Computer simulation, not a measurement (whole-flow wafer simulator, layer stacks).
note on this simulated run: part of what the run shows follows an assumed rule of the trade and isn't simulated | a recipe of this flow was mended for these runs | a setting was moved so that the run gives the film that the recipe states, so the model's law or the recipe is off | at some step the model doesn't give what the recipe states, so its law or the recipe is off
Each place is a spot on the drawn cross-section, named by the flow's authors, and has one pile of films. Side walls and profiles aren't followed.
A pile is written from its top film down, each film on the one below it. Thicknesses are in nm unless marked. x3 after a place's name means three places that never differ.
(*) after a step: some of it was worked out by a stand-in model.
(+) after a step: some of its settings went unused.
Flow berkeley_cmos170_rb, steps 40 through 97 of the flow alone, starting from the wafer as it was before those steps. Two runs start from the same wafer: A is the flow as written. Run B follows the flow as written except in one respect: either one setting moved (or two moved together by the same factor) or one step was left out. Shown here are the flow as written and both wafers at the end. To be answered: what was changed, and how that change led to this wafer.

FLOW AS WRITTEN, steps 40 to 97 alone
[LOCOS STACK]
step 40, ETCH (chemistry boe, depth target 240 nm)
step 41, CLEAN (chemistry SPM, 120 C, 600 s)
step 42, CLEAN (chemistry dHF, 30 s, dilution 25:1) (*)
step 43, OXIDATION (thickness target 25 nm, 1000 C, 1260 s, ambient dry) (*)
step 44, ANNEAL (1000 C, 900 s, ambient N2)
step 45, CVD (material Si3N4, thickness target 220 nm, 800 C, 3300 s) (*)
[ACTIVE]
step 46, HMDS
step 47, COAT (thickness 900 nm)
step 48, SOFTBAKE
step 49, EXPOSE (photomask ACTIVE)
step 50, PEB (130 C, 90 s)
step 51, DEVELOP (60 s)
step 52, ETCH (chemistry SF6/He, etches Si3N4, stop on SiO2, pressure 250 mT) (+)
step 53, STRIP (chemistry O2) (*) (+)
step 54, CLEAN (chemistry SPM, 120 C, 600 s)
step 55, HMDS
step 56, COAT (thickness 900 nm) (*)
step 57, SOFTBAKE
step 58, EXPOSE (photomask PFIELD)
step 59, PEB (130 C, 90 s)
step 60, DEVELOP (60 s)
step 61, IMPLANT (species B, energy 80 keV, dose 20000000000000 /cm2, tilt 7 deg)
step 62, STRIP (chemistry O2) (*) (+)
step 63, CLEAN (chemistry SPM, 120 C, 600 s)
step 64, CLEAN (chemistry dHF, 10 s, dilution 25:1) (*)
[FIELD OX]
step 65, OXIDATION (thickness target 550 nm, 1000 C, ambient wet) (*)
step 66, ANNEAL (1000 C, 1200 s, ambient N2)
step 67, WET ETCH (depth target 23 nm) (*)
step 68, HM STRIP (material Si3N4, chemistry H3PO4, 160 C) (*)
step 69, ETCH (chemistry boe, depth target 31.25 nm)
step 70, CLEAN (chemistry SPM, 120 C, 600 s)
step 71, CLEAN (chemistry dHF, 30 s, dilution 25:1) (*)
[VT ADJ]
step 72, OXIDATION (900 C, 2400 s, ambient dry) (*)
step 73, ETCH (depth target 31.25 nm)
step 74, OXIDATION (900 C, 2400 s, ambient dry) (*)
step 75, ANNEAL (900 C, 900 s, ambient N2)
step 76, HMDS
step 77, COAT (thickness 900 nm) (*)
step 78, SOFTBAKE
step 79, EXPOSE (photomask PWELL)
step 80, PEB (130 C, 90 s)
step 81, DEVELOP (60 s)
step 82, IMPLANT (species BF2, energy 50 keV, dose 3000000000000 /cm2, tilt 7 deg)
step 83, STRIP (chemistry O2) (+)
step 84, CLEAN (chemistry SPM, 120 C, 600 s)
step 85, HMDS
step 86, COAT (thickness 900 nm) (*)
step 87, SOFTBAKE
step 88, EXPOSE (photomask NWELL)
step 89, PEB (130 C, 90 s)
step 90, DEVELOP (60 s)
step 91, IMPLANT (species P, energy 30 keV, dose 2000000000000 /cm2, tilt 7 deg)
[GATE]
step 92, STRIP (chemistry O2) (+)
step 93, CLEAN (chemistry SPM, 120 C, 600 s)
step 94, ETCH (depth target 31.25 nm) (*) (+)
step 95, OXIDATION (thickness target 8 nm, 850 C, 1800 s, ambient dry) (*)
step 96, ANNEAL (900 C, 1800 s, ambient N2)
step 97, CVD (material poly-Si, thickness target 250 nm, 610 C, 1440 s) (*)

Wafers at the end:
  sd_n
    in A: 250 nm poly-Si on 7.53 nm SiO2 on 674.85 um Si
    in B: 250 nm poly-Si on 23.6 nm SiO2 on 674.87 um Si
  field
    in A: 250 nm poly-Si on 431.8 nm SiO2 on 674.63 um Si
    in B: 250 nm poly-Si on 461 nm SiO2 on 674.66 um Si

What caused this: step 40, ETCH: depth target 96 nm was run, while the flow as written has depth target 240 nm.

The path from the change to this, step by step:
  step 40, ETCH (chemistry boe, depth target 240 nm)
      field, sd_n, spacer_n and 6 more: A -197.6 SiO2 (all of it) | B -96 SiO2
  step 41, CLEAN (chemistry SPM, 120 C, 600 s)
      field, sd_n, spacer_n and 6 more: A +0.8 chemical SiO2 (new film), -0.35 Si | B nothing
  step 42, CLEAN (chemistry dHF, 30 s, dilution 25:1) (*)
      field, sd_n, spacer_n and 6 more: A -0.8 chemical SiO2 (all of it) | B -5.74 SiO2
  step 43, OXIDATION (thickness target 25 nm, 1000 C, 1260 s, ambient dry) (*)
      field, sd_n, spacer_n and 6 more: A +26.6 SiO2 (new film), -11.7 Si | B +11.9 SiO2, -5.23 Si
  step 65, OXIDATION (thickness target 550 nm, 1000 C, ambient wet) (*)
      sd_n: A +12.1 SiO2 (new film), -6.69 Si3N4, +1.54 SiO2, -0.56 Si | B +12.1 SiO2 (new film), -6.69 Si3N4
      gate: A +12.1 SiO2 (new film), -6.69 Si3N4, +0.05 SiO2, -0.05 Si | B +12.1 SiO2 (new film), -6.69 Si3N4
      (and at 2 other places as well)
  step 69, ETCH (chemistry boe, depth target 31.25 nm)
      spacer_n, spacer_p, gate_p, contact, m1: A -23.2 SiO2 (all of it) | B -31.2 SiO2
      gate, sd_p: A -23.3 SiO2 (all of it) | B -31.2 SiO2
      (and at 1 other place as well)
  step 70, CLEAN (chemistry SPM, 120 C, 600 s)
      sd_n, spacer_n, gate, sd_p, spacer_p, gate_p, contact, m1: A +0.8 chemical SiO2 (new film), -0.35 Si | B nothing
  step 71, CLEAN (chemistry dHF, 30 s, dilution 25:1) (*)
      sd_n, spacer_n, gate, sd_p, spacer_p, gate_p, contact, m1: A -0.8 chemical SiO2 (all of it) | B -5.74 SiO2
  step 72, OXIDATION (900 C, 2400 s, ambient dry) (*)
      sd_n, spacer_n, gate, sd_p, spacer_p, gate_p, contact, m1: A +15 SiO2 (new film), -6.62 Si | B +7.56 SiO2, -3.33 Si
  step 73, ETCH (depth target 31.25 nm)
      sd_n, spacer_n, gate, sd_p, spacer_p, gate_p, contact, m1: A -15 SiO2 (all of it) | B -31.3 SiO2
  step 74, OXIDATION (900 C, 2400 s, ambient dry) (*)
      sd_n, spacer_n, gate, sd_p, spacer_p, gate_p, contact, m1: A +15 SiO2 (new film), -6.62 Si | B +7.37 SiO2, -3.24 Si
  step 94, ETCH (depth target 31.25 nm) (*) (+)
      sd_n, spacer_n, gate, sd_p, spacer_p, gate_p, contact, m1: A -15 SiO2 (all of it) | B -31.2 SiO2
  step 95, OXIDATION (thickness target 8 nm, 850 C, 1800 s, ambient dry) (*)
      sd_n, spacer_n, gate, sd_p, spacer_p, gate_p, contact, m1: A +7.53 SiO2 (new film), -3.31 Si | B +3.71 SiO2, -1.63 Si
